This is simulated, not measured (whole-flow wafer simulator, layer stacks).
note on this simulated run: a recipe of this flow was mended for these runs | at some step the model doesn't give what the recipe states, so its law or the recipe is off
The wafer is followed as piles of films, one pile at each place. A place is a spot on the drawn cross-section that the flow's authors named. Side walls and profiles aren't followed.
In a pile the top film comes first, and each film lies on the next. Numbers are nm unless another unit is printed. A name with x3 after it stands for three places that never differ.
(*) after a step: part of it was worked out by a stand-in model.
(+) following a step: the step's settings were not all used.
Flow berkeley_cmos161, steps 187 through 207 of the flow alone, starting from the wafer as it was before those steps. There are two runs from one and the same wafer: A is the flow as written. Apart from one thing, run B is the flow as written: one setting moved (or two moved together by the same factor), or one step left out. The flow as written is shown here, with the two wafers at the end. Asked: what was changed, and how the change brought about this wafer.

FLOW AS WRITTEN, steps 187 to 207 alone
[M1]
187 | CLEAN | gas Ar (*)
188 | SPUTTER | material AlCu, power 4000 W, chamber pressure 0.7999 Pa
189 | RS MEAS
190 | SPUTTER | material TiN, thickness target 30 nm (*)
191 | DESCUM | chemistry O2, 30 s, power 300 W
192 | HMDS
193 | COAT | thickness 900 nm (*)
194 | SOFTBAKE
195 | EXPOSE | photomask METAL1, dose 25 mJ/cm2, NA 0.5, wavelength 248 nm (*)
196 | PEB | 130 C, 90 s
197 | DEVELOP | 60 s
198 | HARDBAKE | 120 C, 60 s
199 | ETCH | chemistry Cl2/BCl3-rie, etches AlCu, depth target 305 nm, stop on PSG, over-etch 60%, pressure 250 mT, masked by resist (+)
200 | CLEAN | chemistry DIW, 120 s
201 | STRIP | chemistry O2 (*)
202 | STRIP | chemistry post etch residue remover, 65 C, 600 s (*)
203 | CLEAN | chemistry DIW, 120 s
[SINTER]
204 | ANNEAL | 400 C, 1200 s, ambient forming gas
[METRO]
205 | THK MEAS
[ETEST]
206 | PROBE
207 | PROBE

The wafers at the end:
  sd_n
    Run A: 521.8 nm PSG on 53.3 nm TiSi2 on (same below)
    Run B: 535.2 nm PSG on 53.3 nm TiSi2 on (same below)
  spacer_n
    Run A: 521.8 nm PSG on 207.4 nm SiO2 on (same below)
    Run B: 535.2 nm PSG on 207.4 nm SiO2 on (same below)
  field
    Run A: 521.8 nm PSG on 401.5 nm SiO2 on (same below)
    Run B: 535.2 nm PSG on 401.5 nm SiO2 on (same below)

Cause: step 199, ETCH: depth target 238 nm was run, though the flow has depth target 305 nm.

Step by step, how the change led to this:
  199 | ETCH | chemistry Cl2/BCl3-rie, etches AlCu, depth target 305 nm, stop on PSG, over-etch 60%, pressure 250 mT, masked by resist (+)
      field, sd_n, spacer_n, gate_n, spacer_p, gate_p: A TiN loses 30 (all of it), AlCu loses 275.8 (all of it), PSG loses 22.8 | B TiN loses 30 (all of it), AlCu loses 275.8 (all of it), PSG loses 9.37
      contact, m1: A KrF-resist loses 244 | B KrF-resist loses 190.4
      (and at 1 other place as well)
  201 | STRIP | chemistry O2 (*)
      contact: A KrF-resist loses 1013 (all of it) | B KrF-resist loses 1066.6 (all of it)
      m1: A KrF-resist loses 537.5 (all of it) | B KrF-resist loses 591.1 (all of it)
